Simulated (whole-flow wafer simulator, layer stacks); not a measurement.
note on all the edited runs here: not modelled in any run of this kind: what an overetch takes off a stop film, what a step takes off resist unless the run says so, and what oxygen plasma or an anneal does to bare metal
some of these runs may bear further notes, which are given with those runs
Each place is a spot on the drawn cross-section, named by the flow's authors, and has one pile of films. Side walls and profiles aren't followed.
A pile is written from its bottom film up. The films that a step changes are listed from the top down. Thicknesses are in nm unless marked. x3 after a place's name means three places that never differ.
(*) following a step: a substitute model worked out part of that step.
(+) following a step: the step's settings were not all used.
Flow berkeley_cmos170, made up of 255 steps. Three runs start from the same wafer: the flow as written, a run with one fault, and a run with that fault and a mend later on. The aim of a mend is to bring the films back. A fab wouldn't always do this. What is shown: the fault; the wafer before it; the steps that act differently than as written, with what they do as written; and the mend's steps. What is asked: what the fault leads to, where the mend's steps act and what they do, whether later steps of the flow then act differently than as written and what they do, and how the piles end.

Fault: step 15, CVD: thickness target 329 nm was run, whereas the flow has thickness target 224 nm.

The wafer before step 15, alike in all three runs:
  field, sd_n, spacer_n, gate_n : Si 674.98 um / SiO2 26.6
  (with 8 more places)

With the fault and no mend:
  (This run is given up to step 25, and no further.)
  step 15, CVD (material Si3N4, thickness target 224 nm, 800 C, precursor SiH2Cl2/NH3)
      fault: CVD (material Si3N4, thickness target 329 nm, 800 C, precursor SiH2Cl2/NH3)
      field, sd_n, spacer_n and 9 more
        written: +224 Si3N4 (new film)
        fault: +329 Si3N4 (new film)
  Steps later in the flow that act otherwise than as written:
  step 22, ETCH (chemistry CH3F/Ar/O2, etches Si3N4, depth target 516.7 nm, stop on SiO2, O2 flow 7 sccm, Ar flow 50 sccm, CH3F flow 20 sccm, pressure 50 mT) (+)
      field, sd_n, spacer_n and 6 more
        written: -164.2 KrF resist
        fault: -234.2 KrF resist
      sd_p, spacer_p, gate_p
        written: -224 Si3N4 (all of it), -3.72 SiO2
        fault: -329 Si3N4 (all of it), -3.72 SiO2
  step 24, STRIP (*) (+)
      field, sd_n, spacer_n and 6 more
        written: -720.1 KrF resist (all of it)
        fault: -650.1 KrF resist (all of it)
  Once step 25 is done, the piles at field, sd_n, spacer_n and 6 more depart from the flow's by more than 2% or 0.5 nm, whichever is larger.
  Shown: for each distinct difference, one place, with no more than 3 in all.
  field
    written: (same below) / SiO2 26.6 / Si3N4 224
    fault: (same below) / SiO2 26.6 / Si3N4 329

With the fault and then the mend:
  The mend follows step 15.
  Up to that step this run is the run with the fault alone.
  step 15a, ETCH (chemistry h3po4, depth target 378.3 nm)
      field, sd_n, spacer_n and 9 more
        -329 Si3N4 (all of it)
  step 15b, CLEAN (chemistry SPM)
      leaves every film unchanged at each place that is followed
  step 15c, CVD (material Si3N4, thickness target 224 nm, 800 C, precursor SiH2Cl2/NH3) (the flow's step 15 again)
      field, sd_n, spacer_n and 9 more
        +224 Si3N4 (new film)
  None of the later steps of the flow acts differently than as written at any place that is followed.
  By the end, the piles equal the flow's at every place that both follow.
